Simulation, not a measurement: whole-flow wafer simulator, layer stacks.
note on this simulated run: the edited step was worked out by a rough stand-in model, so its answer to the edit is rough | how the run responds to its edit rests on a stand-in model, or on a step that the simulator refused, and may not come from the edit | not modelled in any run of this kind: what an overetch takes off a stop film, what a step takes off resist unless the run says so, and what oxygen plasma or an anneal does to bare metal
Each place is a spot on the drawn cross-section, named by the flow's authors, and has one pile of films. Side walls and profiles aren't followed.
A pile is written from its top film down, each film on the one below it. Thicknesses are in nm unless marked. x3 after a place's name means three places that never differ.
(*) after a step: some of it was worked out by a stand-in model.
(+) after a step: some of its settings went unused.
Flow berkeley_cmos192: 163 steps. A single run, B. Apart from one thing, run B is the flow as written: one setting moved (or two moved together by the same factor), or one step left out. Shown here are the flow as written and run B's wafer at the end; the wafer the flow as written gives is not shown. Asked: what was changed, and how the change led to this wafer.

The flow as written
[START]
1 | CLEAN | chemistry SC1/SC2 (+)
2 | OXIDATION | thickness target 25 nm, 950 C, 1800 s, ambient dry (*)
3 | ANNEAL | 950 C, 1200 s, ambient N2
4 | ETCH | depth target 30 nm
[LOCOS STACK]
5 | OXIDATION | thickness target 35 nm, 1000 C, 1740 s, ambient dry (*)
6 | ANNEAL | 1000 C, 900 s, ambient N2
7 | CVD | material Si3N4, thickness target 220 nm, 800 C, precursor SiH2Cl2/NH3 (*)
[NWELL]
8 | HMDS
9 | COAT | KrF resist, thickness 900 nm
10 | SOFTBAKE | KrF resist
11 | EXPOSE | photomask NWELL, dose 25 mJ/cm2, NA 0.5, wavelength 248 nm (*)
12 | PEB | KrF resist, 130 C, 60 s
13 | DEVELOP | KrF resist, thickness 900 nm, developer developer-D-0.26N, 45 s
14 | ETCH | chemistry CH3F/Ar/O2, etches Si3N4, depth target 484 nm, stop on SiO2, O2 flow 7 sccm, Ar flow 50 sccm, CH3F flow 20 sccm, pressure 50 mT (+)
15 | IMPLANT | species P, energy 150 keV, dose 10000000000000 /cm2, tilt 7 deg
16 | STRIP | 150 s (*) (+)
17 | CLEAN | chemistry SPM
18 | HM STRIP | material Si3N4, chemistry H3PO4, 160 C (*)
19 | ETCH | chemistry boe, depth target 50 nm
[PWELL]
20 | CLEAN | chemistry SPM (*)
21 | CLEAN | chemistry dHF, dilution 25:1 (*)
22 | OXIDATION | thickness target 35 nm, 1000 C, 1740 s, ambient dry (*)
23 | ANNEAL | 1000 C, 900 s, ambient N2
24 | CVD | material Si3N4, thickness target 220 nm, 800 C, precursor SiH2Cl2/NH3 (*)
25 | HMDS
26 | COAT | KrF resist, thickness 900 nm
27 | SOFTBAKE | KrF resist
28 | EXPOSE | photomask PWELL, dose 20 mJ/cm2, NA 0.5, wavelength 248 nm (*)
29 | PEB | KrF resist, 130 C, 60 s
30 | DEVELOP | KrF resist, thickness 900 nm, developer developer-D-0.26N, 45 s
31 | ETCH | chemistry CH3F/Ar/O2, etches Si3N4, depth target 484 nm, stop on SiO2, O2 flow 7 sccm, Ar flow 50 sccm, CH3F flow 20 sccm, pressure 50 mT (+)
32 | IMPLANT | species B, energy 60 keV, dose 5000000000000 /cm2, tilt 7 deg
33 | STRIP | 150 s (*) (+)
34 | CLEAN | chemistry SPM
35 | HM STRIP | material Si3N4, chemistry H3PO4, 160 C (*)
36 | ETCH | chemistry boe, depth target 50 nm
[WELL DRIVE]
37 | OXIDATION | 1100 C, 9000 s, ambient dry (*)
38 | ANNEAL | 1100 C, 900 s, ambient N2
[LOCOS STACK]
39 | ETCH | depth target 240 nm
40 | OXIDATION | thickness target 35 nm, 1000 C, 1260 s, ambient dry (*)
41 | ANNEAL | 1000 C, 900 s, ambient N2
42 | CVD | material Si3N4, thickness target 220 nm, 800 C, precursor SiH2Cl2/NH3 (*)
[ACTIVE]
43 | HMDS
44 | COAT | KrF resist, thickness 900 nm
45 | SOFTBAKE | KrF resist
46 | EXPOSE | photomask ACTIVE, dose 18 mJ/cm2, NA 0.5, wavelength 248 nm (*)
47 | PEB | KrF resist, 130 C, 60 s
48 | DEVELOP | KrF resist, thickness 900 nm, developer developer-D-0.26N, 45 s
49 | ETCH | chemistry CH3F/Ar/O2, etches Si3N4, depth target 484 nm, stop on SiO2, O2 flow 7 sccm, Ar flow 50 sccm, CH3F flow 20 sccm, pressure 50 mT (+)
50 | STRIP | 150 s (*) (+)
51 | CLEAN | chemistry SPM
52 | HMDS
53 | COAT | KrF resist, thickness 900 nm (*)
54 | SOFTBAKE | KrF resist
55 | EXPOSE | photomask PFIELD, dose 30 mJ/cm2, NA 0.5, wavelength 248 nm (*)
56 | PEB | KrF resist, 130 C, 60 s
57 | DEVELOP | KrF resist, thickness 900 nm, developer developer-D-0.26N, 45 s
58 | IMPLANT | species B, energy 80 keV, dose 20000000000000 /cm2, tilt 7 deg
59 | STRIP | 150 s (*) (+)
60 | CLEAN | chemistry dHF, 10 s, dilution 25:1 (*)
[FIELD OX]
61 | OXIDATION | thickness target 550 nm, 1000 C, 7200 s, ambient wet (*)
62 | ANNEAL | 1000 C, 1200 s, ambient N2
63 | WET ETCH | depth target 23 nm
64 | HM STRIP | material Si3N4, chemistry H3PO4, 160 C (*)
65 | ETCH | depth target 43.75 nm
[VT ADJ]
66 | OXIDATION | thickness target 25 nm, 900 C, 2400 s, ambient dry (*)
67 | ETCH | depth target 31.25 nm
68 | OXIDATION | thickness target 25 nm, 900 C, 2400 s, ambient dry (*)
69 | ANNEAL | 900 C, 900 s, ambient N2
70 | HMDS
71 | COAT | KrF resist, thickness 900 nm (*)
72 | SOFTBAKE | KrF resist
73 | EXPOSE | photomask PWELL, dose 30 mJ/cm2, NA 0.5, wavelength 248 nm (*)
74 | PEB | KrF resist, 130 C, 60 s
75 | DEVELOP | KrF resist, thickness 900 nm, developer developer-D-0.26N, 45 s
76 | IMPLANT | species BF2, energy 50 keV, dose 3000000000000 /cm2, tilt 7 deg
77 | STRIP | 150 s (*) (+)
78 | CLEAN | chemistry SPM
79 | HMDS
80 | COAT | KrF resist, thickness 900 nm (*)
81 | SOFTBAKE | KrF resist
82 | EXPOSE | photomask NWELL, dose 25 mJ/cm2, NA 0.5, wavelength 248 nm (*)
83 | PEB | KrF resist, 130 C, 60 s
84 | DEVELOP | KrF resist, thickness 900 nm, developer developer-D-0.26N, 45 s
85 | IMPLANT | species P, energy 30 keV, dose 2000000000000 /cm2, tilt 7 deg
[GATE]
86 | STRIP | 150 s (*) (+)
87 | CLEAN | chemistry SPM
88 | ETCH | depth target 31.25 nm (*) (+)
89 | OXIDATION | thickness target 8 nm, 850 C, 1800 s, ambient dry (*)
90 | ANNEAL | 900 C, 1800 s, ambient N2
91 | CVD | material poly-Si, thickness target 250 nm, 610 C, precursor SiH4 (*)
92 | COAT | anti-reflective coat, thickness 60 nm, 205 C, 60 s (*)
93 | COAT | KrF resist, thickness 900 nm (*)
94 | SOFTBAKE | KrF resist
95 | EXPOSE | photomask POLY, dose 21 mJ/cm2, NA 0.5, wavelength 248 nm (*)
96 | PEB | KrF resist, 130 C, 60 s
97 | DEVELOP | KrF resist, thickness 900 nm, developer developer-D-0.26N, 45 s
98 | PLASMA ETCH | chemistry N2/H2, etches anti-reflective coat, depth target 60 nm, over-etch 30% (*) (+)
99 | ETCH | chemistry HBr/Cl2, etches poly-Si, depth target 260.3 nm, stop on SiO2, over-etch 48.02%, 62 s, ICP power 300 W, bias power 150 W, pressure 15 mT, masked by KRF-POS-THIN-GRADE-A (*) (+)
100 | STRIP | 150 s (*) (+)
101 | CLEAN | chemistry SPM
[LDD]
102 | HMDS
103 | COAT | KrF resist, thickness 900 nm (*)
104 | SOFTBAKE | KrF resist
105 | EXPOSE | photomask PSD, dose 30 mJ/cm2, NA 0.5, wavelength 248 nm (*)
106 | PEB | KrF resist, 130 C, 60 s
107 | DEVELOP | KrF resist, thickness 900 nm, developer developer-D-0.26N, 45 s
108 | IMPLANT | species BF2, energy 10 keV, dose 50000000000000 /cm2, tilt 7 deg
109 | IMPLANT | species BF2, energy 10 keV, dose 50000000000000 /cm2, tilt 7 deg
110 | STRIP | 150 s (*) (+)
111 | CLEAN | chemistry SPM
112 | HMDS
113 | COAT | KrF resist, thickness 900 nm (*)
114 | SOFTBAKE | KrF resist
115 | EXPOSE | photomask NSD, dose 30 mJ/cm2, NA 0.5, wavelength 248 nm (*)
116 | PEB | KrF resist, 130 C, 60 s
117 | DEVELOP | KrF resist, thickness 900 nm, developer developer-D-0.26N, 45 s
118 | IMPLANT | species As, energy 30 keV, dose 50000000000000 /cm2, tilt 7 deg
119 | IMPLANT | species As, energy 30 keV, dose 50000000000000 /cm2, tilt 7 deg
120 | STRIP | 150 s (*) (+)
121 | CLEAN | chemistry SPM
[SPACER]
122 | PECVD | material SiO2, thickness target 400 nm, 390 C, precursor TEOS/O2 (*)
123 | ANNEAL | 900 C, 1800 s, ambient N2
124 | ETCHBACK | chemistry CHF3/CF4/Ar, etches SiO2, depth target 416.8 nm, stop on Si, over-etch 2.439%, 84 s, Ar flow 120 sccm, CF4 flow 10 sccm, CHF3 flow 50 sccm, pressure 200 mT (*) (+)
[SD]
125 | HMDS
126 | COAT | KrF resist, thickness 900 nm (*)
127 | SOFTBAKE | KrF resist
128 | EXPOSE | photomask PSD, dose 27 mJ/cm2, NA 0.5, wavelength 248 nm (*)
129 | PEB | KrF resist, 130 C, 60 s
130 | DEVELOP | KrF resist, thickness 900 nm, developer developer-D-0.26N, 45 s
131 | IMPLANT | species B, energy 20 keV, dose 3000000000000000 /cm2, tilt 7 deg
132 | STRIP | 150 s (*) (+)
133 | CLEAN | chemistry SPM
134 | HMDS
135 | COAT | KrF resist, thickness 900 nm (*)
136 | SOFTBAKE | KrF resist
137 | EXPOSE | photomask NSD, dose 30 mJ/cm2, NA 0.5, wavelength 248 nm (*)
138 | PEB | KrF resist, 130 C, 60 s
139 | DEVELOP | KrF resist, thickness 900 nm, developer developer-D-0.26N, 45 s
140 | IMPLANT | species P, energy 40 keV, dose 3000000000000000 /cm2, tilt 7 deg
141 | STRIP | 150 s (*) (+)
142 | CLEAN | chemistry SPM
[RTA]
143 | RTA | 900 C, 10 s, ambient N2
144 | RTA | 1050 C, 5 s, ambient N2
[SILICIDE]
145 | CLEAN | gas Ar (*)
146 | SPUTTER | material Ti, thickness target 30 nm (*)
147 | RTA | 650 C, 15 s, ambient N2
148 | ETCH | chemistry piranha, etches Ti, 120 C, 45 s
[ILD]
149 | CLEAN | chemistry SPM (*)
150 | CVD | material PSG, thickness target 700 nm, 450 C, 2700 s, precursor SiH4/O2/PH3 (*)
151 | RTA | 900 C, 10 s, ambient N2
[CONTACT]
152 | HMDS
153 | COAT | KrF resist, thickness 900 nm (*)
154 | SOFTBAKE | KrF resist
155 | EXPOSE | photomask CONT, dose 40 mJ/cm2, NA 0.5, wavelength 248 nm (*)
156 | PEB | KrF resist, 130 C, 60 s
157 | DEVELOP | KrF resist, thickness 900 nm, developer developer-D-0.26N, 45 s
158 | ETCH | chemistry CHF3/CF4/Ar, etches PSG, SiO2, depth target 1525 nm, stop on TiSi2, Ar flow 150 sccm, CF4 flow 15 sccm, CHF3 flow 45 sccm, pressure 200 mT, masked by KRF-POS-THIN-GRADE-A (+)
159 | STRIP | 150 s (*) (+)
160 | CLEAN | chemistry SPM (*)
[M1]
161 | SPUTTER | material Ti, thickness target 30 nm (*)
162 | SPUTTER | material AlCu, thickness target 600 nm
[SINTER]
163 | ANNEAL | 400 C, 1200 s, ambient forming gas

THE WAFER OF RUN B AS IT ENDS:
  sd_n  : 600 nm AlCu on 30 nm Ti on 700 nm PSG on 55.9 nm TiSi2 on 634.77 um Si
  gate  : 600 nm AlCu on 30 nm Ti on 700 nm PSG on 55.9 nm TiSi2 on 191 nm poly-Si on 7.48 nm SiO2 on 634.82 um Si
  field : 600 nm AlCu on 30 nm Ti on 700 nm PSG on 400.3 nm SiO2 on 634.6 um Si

What caused this: step 37, OXIDATION: 14400 s was run, while the flow as written has 9000 s.

Step by step, how the change led to this:
  37 | OXIDATION | 1100 C, 9000 s, ambient dry (*)
      field, sd_n, spacer_n and 6 more: +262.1 SiO2 (new film), -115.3 Si (as written it would have been: +197.6 SiO2 (new film), -86.9 Si)
  39 | ETCH | depth target 240 nm
      field, sd_n, spacer_n and 6 more: -240 SiO2 (as written it would have been: -197.6 SiO2 (all of it))
  40 | OXIDATION | thickness target 35 nm, 1000 C, 1260 s, ambient dry (*)
      field, sd_n, spacer_n and 6 more: +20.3 SiO2, -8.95 Si (as written it would have been: +26.6 SiO2 (new film), -11.7 Si)
  61 | OXIDATION | thickness target 550 nm, 1000 C, 7200 s, ambient wet (*)
      gate: +12.1 SiO2 (new film), -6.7 Si3N4 (as written it would have been: +12.1 SiO2 (new film), -6.7 Si3N4, +0.05 SiO2, -0.05 Si)
      sd_n: +12.1 SiO2 (new film), -6.7 Si3N4, +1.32 SiO2, -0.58 Si (as written it would have been: +12.1 SiO2 (new film), -6.7 Si3N4, +0.06 SiO2, -0.06 Si)
      (also at 1 further place)
  65 | ETCH | depth target 43.75 nm
      spacer_n, gate, spacer_p, gate_p, contact, m1: -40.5 SiO2 (all of it) (as written it would have been: -24.6 SiO2 (all of it))
      sd_n, sd_p: -41.8 SiO2 (all of it) (as written it would have been: -24.6 SiO2 (all of it))
  92 | COAT | anti-reflective coat, thickness 60 nm, 205 C, 60 s (*)
      sd_n: +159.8 anti-reflective coat (new film) (as written it would have been: +152.4 anti-reflective coat (new film))
      spacer_n: +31 anti-reflective coat (new film) (as written it would have been: +33.8 anti-reflective coat (new film))
      (also at 4 further places)
  98 | PLASMA ETCH | chemistry N2/H2, etches anti-reflective coat, depth target 60 nm, over-etch 30% (*) (+)
      sd_n: -159.8 anti-reflective coat (all of it), -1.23 poly-Si (as written it would have been: -152.4 anti-reflective coat (all of it), -1.17 poly-Si)
      spacer_n: -31 anti-reflective coat (all of it), -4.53 poly-Si (as written it would have been: -33.8 anti-reflective coat (all of it), -4.21 poly-Si)
      (also at 2 further places)
  100 | STRIP | 150 s (*) (+)
      gate: +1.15 chemical SiO2 (new film), -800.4 KrF resist (all of it), -27 anti-reflective coat (all of it), -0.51 poly-Si (as written it would have been: +1.15 chemical SiO2 (new film), -791.8 KrF resist (all of it), -30 anti-reflective coat (all of it), -0.51 poly-Si)
      gate_p: +1.15 chemical SiO2 (new film), -770.8 KrF resist (all of it), -28.8 anti-reflective coat (all of it), -0.51 poly-Si (as written it would have been: +1.15 chemical SiO2 (new film), -765.1 KrF resist (all of it), -31 anti-reflective coat (all of it), -0.51 poly-Si)
